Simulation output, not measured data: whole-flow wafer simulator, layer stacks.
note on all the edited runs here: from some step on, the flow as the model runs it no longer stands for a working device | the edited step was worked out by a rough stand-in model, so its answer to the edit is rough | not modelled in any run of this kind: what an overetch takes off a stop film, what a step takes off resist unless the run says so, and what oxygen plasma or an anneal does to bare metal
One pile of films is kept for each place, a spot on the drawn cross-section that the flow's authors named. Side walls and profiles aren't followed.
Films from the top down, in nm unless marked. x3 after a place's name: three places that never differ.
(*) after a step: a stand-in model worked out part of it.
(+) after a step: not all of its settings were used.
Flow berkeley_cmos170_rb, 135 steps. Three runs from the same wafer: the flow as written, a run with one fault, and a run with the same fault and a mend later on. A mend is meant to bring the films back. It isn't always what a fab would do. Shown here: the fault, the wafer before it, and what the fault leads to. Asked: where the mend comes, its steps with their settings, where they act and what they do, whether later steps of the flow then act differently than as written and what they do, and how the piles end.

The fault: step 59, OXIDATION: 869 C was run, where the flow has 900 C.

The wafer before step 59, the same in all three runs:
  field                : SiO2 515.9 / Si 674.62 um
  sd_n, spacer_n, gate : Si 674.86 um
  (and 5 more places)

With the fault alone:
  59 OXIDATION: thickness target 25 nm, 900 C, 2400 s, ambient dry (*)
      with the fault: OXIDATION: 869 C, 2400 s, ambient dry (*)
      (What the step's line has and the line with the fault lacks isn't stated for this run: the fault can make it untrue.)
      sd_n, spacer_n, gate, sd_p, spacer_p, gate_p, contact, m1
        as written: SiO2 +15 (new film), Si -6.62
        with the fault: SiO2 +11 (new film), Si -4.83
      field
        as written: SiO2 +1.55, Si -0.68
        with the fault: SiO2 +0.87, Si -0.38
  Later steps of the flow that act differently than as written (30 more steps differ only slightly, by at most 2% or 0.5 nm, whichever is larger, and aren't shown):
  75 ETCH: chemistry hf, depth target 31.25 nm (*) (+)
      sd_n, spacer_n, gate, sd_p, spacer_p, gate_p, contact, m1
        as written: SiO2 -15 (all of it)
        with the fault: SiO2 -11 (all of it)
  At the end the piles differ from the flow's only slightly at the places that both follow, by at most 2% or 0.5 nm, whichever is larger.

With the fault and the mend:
  The mend comes after step 60.
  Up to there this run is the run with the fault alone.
  60a OXIDATION: 900 C, 930 s, ambient dry (*) (the flow's step 59 once more, with other settings)
      sd_n, spacer_n, gate, sd_p, spacer_p, gate_p, contact, m1
        SiO2 +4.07, Si -1.79
      field
        SiO2 +0.6, Si -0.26
  No later step of the flow acts differently than as written, at any place that is followed, by more than 2% or 0.5 nm, whichever is larger.
  At the end the piles differ from the flow's only slightly at the places that both follow, by at most 2% or 0.5 nm, whichever is larger.
